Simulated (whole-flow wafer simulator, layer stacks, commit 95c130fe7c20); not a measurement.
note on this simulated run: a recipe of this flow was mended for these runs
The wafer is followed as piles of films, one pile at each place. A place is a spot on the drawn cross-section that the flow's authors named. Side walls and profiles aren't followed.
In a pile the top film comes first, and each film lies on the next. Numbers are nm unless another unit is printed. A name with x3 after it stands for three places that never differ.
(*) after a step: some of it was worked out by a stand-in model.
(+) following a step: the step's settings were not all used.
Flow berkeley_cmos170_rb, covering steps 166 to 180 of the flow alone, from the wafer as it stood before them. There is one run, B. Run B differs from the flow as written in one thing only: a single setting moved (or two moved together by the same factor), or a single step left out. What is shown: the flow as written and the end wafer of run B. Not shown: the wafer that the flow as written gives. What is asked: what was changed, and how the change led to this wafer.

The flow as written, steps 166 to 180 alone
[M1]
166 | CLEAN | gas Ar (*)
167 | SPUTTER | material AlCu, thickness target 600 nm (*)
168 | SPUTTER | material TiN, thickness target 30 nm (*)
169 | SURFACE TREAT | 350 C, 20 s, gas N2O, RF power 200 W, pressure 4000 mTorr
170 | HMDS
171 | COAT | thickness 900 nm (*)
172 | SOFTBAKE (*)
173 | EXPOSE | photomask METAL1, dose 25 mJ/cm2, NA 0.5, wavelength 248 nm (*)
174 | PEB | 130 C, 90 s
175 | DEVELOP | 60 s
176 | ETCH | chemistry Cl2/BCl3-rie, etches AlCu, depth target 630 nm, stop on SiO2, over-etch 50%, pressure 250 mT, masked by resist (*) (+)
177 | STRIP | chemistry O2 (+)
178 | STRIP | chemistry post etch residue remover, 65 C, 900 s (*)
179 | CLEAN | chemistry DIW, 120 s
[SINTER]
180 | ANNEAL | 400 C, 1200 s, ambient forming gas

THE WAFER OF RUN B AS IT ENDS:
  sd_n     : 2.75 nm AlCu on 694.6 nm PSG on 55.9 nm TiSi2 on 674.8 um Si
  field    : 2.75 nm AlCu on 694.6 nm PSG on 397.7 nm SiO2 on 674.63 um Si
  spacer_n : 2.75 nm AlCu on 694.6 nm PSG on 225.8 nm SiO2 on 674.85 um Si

The reason: step 167, SPUTTER: thickness target 920.6 nm was run, whereas the flow has thickness target 600 nm.

The path from the change to this, step by step:
  167 | SPUTTER | material AlCu, thickness target 600 nm (*)
      field, sd_n, spacer_n, gate, spacer_p, gate_p, m1: +920.6 AlCu (new film) (in the flow as written it would be: +600 AlCu (new film))
      sd_p: +860.7 AlCu (new film) (in the flow as written it would be: +549.6 AlCu (new film))
      (and at 1 other place as well)
  168 | SPUTTER | material TiN, thickness target 30 nm (*)
      contact: +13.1 TiN (new film) (in the flow as written it would be: +16.3 TiN (new film))
  171 | COAT | thickness 900 nm (*)
      contact: +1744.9 KrF-resist (new film) (in the flow as written it would be: +1612.7 KrF-resist (new film))
  176 | ETCH | chemistry Cl2/BCl3-rie, etches AlCu, depth target 630 nm, stop on SiO2, over-etch 50%, pressure 250 mT, masked by resist (*) (+)
      field, sd_n, spacer_n, gate, spacer_p, gate_p: -30 TiN (all of it), -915 AlCu (in the flow as written it would be: -30 TiN (all of it), -600 AlCu (all of it), -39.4 PSG)
      sd_p: -25.7 TiN (all of it), -860.7 AlCu (all of it), -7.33 PSG (in the flow as written it would be: -25.8 TiN (all of it), -549.6 AlCu (all of it), -46.2 PSG)
  177 | STRIP | chemistry O2 (+)
      contact: -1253 KrF-resist (all of it) (in the flow as written it would be: -1121.3 KrF-resist (all of it))
  178 | STRIP | chemistry post etch residue remover, 65 C, 900 s (*)
      field, sd_n, spacer_n, gate, spacer_p, gate_p: -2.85 AlCu (in the flow as written it would be: nothing)
With metal films that touch counted as one body, sd_n has 1 body; the flow as written gives 0 bodies.
With metal films that touch counted as one body, field has 1 body; the flow as written gives 0 bodies.
With metal films that touch counted as one body, spacer_n has 1 body; the flow as written gives 0 bodies.
